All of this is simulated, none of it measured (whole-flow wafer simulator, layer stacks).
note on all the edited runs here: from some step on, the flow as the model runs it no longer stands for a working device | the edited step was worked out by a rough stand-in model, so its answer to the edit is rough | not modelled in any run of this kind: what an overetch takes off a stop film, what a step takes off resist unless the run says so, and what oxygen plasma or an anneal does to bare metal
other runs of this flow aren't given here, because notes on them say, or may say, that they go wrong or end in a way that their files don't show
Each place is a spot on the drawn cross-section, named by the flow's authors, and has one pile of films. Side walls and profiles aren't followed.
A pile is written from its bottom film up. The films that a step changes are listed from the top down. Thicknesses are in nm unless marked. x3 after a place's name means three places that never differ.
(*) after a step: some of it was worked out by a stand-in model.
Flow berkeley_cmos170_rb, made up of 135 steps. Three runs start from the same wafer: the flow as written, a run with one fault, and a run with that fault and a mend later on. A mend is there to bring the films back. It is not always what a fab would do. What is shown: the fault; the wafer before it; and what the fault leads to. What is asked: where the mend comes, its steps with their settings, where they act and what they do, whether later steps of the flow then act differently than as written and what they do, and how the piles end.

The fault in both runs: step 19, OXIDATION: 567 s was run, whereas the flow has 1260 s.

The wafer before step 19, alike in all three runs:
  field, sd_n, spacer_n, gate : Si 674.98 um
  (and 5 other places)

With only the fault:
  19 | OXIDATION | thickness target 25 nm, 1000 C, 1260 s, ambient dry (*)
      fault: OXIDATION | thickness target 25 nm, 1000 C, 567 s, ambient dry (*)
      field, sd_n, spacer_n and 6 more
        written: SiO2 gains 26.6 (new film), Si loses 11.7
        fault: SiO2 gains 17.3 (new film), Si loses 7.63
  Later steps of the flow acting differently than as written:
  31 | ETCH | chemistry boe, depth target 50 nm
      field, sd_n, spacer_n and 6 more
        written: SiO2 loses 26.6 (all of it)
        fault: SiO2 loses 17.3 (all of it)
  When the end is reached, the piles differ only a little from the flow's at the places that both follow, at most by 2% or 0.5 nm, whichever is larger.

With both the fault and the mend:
  The mend stands after step 19.
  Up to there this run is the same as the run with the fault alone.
  19a | OXIDATION | thickness target 25 nm, 1000 C, 693 s, ambient dry (*) (a further turn of the flow's step 19, with different settings)
      field, sd_n, spacer_n and 6 more
        SiO2 gains 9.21, Si loses 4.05
  None of the later steps of the flow acts differently than as written at any place that is followed.
  The piles end the same as the flow's at every place that both follow.
